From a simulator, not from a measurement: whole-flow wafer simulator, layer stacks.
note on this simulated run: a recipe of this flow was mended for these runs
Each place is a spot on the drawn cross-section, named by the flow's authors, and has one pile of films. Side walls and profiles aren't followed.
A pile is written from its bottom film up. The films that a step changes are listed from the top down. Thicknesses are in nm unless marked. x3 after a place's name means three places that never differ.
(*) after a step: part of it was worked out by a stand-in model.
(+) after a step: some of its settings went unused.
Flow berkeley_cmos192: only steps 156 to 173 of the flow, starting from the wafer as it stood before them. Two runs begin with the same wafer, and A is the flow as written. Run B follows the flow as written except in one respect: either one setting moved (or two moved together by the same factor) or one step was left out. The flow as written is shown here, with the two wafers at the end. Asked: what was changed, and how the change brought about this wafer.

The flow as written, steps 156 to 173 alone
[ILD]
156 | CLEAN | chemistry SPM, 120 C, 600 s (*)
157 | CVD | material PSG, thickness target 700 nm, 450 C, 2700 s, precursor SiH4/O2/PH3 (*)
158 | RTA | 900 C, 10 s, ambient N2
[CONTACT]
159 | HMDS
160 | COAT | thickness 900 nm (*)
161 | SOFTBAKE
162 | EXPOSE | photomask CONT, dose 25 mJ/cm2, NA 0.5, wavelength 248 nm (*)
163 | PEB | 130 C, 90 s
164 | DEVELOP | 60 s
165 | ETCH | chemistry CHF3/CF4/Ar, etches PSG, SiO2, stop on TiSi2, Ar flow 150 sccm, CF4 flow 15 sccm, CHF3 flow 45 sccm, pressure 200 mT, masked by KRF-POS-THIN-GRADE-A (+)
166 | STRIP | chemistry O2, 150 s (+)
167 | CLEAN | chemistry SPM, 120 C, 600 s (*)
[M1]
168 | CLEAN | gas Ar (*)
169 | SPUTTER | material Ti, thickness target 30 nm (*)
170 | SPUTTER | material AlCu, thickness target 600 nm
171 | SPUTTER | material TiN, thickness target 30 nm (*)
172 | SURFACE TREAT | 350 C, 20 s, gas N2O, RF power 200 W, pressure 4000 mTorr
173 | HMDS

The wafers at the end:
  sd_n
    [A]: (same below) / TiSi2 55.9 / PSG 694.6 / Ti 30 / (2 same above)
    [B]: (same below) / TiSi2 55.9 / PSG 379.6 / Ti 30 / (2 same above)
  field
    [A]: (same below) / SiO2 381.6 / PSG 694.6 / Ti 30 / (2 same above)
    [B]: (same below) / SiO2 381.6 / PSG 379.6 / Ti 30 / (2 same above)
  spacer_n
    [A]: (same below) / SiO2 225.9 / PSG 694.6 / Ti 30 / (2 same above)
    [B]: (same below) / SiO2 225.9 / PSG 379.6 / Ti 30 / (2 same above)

Cause: step 157, CVD: thickness target 385 nm was run, whereas the flow has thickness target 700 nm; step 157, CVD: 1485 s was run, where the flow has 2700 s.

The path from the change to this, step by step:
  157 | CVD | material PSG, thickness target 700 nm, 450 C, 2700 s, precursor SiH4/O2/PH3 (*)
      field, sd_n, spacer_n, gate, spacer_p, gate_p, contact, m1: A +700 PSG (new film) | B +385 PSG (new film)
      sd_p: A +668 PSG (new film) | B +369.9 PSG (new film)
  165 | ETCH | chemistry CHF3/CF4/Ar, etches PSG, SiO2, stop on TiSi2, Ar flow 150 sccm, CF4 flow 15 sccm, CHF3 flow 45 sccm, pressure 200 mT, masked by KRF-POS-THIN-GRADE-A (+)
      field, sd_n, spacer_n, gate, sd_p, spacer_p, gate_p, m1: A -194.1 KrF-resist | B -115.3 KrF-resist
      contact: A -700 PSG (all of it), -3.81 TiSi2 | B -385 PSG (all of it), -3.81 TiSi2
  166 | STRIP | chemistry O2, 150 s (+)
      field: A -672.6 KrF-resist (all of it) | B -746.8 KrF-resist (all of it)
      sd_n: A -784.4 KrF-resist (all of it) | B -861.1 KrF-resist (all of it)
      (as well as at 6 more places)
  169 | SPUTTER | material Ti, thickness target 30 nm (*)
      contact: A +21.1 Ti (new film) | B +24.9 Ti (new film)
  170 | SPUTTER | material AlCu, thickness target 600 nm
      contact: A +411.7 AlCu (new film) | B +499.7 AlCu (new film)
  171 | SPUTTER | material TiN, thickness target 30 nm (*)
      contact: A +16 TiN (new film) | B +23.8 TiN (new film)
